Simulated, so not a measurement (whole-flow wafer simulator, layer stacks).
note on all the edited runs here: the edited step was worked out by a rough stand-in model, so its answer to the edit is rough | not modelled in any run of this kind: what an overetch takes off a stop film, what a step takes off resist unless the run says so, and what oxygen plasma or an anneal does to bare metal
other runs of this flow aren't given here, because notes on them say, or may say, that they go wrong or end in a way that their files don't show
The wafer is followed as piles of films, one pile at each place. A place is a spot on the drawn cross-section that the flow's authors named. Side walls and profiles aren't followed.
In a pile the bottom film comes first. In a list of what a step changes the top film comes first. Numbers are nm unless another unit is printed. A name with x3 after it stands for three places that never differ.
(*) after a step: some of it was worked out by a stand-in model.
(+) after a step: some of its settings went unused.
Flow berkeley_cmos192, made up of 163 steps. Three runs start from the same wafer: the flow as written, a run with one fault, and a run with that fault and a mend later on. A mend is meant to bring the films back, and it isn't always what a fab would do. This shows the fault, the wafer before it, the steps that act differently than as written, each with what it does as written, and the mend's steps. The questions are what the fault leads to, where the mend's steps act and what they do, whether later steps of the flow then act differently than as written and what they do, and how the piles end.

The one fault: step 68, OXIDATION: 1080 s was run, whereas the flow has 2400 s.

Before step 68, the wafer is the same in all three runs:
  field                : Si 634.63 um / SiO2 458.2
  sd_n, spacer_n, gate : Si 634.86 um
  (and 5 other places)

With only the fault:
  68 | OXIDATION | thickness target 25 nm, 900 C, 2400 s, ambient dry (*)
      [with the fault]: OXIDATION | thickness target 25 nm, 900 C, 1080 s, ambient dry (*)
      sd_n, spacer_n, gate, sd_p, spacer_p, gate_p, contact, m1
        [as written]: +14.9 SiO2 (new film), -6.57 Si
        [with the fault]: +9.06 SiO2 (new film), -3.99 Si
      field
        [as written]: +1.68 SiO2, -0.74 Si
        [with the fault]: +0.76 SiO2, -0.33 Si
  Later steps of the flow acting differently than as written (not shown: 37 more steps that differ only slightly, by at most 2% or 0.5 nm, whichever is larger):
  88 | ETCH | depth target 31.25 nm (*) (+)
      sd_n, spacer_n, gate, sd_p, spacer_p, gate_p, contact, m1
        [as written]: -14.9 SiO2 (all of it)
        [with the fault]: -9.06 SiO2 (all of it)
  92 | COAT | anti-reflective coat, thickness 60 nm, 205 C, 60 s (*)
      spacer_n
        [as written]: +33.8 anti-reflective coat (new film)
        [with the fault]: +34.7 anti-reflective coat (new film)
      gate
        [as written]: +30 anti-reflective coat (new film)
        [with the fault]: +30.9 anti-reflective coat (new film)
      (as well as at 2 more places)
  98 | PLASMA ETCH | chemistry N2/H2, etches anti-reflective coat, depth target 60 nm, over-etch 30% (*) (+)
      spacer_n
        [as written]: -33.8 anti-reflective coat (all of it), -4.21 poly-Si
        [with the fault]: -34.7 anti-reflective coat (all of it), -4.13 poly-Si
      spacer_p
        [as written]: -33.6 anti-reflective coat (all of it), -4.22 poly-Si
        [with the fault]: -34.3 anti-reflective coat (all of it), -4.14 poly-Si
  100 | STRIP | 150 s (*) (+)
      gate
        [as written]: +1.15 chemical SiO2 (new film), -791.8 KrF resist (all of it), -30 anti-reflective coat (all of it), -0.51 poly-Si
        [with the fault]: +1.15 chemical SiO2 (new film), -789.5 KrF resist (all of it), -30.9 anti-reflective coat (all of it), -0.51 poly-Si
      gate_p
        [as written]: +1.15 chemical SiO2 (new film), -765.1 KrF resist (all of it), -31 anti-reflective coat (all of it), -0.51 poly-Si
        [with the fault]: +1.15 chemical SiO2 (new film), -763.4 KrF resist (all of it), -31.7 anti-reflective coat (all of it), -0.51 poly-Si
  At the end the piles are close to the flow's at the places that both follow, differing by at most 2% or 0.5 nm, whichever is larger.

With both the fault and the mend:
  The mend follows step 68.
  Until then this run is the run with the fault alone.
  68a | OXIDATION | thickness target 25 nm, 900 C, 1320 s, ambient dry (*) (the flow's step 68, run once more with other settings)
      sd_n, spacer_n, gate, sd_p, spacer_p, gate_p, contact, m1
        +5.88 SiO2, -2.59 Si
      field
        +0.92 SiO2, -0.41 Si
  Every later step of the flow that is run acts as written at every place that is followed.
  At every place that both follow, the piles at the end match the flow's.
